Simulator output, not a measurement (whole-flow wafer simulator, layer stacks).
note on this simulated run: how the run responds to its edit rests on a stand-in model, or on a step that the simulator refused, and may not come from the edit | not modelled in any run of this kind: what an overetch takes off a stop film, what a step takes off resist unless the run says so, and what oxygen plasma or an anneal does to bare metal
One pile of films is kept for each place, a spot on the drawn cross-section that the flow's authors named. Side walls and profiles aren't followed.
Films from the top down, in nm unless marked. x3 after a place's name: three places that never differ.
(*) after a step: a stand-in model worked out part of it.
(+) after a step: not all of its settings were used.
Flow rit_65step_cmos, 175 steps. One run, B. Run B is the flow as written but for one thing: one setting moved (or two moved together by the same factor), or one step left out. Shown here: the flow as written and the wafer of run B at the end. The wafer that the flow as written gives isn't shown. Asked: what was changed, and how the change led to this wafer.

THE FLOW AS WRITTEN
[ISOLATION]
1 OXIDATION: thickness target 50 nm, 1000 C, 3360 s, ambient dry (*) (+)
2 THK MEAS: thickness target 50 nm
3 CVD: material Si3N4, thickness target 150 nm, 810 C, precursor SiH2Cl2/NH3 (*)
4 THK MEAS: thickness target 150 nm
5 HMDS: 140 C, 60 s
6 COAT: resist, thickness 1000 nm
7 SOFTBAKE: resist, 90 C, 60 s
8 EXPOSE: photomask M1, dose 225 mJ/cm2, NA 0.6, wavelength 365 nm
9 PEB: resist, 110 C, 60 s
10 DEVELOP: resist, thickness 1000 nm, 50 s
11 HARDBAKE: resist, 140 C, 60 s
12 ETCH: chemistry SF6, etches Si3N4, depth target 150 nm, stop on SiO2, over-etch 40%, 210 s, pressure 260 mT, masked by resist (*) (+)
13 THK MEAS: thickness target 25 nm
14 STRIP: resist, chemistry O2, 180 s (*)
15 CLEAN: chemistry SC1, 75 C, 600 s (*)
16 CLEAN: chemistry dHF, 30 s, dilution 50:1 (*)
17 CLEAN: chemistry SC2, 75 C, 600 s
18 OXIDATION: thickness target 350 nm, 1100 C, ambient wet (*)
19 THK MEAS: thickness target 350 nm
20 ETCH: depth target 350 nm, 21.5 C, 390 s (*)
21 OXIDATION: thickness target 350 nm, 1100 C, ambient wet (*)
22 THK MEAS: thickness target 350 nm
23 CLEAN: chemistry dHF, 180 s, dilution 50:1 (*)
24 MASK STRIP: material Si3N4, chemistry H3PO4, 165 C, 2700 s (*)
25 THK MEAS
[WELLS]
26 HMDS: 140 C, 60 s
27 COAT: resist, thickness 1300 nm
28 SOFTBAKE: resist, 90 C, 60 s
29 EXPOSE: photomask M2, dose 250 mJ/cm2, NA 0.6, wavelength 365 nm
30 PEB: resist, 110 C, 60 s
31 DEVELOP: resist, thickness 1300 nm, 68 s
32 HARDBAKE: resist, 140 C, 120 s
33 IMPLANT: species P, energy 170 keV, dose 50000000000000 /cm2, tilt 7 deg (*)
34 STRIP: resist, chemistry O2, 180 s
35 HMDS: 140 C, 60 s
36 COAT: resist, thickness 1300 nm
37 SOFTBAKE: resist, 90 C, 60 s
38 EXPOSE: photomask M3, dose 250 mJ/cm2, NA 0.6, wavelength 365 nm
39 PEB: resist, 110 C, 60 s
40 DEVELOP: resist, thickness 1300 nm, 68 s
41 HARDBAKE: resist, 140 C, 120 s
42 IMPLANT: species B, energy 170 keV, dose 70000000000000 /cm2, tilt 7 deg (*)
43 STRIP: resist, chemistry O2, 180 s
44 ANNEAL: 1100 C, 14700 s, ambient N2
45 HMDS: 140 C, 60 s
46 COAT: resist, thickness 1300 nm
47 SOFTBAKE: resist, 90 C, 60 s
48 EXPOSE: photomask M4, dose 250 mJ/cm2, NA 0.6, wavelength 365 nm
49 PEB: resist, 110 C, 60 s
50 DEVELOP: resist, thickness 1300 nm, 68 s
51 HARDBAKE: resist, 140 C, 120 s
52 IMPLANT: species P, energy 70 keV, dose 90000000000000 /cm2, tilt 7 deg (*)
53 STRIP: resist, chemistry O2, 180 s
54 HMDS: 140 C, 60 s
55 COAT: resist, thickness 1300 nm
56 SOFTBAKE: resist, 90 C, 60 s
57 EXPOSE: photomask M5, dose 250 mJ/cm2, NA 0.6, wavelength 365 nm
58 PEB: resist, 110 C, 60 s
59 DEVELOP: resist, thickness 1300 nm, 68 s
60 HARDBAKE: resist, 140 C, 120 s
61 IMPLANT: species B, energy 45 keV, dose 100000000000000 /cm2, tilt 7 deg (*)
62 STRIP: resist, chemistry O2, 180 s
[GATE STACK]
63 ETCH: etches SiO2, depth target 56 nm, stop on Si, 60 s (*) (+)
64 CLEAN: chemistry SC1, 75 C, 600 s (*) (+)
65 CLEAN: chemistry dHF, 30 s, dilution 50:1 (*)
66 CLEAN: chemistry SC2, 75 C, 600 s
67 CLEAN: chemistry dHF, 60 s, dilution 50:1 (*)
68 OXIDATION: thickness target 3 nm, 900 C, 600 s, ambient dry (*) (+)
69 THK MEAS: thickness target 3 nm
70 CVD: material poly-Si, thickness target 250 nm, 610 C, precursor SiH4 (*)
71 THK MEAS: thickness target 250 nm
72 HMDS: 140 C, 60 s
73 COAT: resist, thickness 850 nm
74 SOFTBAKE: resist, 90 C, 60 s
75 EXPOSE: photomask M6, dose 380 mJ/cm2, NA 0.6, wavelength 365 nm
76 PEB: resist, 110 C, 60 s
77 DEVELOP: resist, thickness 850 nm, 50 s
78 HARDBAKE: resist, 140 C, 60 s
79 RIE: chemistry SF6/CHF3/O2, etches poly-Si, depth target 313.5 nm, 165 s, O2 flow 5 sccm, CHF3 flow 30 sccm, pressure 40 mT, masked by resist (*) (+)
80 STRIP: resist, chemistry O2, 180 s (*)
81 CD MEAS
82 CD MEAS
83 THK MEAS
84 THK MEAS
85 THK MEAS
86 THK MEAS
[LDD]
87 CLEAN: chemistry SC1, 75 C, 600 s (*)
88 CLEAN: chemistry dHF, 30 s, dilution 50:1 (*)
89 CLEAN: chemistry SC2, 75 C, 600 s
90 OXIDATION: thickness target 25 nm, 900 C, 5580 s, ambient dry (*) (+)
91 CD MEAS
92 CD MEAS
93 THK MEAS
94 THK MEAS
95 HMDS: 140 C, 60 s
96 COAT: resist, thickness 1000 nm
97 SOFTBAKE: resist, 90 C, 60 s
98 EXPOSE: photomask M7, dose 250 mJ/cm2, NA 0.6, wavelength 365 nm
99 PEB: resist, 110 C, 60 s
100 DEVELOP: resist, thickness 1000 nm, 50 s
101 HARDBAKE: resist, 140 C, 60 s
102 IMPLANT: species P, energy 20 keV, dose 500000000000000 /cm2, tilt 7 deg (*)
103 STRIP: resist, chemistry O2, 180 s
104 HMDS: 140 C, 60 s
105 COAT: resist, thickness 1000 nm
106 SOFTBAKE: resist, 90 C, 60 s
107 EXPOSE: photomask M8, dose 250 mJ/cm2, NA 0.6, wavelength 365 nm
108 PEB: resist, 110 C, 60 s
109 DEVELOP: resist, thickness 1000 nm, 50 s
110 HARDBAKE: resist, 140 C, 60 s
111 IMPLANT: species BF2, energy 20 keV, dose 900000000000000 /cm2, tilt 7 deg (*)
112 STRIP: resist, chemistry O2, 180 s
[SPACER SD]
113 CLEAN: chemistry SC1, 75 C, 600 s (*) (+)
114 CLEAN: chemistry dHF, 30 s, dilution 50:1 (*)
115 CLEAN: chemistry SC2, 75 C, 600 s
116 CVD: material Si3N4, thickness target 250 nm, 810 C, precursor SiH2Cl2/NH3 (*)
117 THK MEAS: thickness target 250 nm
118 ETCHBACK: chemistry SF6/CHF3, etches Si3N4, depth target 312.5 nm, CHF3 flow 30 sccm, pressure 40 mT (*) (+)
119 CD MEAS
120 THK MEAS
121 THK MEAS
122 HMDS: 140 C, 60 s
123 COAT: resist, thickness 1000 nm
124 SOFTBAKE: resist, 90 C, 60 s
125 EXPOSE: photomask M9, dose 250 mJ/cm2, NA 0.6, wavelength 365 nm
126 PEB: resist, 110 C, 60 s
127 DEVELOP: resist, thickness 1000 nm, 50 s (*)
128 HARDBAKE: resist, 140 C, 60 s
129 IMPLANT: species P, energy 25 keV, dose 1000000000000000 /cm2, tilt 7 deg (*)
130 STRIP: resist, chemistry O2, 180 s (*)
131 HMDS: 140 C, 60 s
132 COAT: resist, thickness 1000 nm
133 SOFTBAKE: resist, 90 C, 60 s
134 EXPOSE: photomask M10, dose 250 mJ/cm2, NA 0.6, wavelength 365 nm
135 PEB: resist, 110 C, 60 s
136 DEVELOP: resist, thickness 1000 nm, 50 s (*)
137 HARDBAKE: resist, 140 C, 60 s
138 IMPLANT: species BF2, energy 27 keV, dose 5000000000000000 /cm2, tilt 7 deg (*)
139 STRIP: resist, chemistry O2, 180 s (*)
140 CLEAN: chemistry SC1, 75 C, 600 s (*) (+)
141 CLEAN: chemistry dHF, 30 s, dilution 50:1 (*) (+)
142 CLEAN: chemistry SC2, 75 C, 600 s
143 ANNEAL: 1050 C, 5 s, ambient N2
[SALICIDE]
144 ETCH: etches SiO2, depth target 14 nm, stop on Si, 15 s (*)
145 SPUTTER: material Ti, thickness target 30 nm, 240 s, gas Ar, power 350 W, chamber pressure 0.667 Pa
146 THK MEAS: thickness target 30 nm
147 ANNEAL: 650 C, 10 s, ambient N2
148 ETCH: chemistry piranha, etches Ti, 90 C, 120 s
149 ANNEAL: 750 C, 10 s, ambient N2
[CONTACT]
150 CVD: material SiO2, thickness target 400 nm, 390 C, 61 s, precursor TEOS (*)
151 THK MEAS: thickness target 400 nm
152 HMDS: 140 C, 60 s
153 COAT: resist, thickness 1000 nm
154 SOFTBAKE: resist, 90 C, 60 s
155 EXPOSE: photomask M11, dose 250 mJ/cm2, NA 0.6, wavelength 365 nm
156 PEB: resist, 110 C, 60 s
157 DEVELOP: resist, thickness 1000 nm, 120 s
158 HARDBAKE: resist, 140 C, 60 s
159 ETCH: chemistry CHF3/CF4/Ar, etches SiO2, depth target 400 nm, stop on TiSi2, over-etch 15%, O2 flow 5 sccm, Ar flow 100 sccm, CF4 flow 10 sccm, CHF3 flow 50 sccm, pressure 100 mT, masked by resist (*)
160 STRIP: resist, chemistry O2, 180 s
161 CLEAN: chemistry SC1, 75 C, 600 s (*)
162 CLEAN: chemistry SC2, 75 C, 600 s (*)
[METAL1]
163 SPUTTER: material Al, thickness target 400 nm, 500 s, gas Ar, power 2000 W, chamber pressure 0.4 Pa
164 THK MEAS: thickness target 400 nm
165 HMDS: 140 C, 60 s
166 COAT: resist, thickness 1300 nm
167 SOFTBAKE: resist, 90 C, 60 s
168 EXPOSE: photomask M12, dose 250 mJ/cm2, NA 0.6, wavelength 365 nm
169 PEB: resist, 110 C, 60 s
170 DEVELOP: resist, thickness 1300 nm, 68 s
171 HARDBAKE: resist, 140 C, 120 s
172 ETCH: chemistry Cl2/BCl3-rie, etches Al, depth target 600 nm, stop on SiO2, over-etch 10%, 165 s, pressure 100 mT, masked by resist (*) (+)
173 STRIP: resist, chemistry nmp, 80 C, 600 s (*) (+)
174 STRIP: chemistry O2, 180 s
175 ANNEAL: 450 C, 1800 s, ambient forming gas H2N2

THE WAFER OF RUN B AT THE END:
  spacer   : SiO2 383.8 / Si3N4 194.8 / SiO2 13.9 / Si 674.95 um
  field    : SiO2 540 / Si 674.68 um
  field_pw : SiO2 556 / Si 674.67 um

The cause: step 163, SPUTTER: thickness target 563 nm was run, where the flow has thickness target 400 nm; step 163, SPUTTER: 704 s was run, where the flow has 500 s.

How the change led to this, step by step:
  163 SPUTTER: material Al, thickness target 400 nm, 500 s, gas Ar, power 2000 W, chamber pressure 0.4 Pa
      field, field_pw, field_p, spacer, spacer_p: Al +563 (new film) (as written it would be: Al +400 (new film))
      gate_n, gate_p: Al +532.2 (new film) (as written it would be: Al +396 (new film))
      (and at 1 more place)
  166 COAT: resist, thickness 1300 nm
      gate_n: resist +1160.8 (new film) (as written it would be: resist +1131.7 (new film))
      gate_p: resist +1164.1 (new film) (as written it would be: resist +1135.6 (new film))
  169 PEB: resist, 110 C, 60 s
      gate_n: resist -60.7 (as written it would be: resist -59.1)
      gate_p: resist -60.9 (as written it would be: resist -59.3)
  170 DEVELOP: resist, thickness 1300 nm, 68 s
      gate_n: resist -1100.1 (all of it) (as written it would be: resist -1072.6 (all of it))
      gate_p: resist -1103.2 (all of it) (as written it would be: resist -1076.3 (all of it))
  172 ETCH: chemistry Cl2/BCl3-rie, etches Al, depth target 600 nm, stop on SiO2, over-etch 10%, 165 s, pressure 100 mT, masked by resist (*) (+)
      field, field_pw, field_p, spacer, spacer_p: Al -563 (all of it), SiO2 -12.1 (as written it would be: Al -400 (all of it), SiO2 -32.5)
      gate_n, gate_p: Al -532.2 (all of it), SiO2 -16 (as written it would be: Al -396 (all of it), SiO2 -33)
      (and at 1 more place)
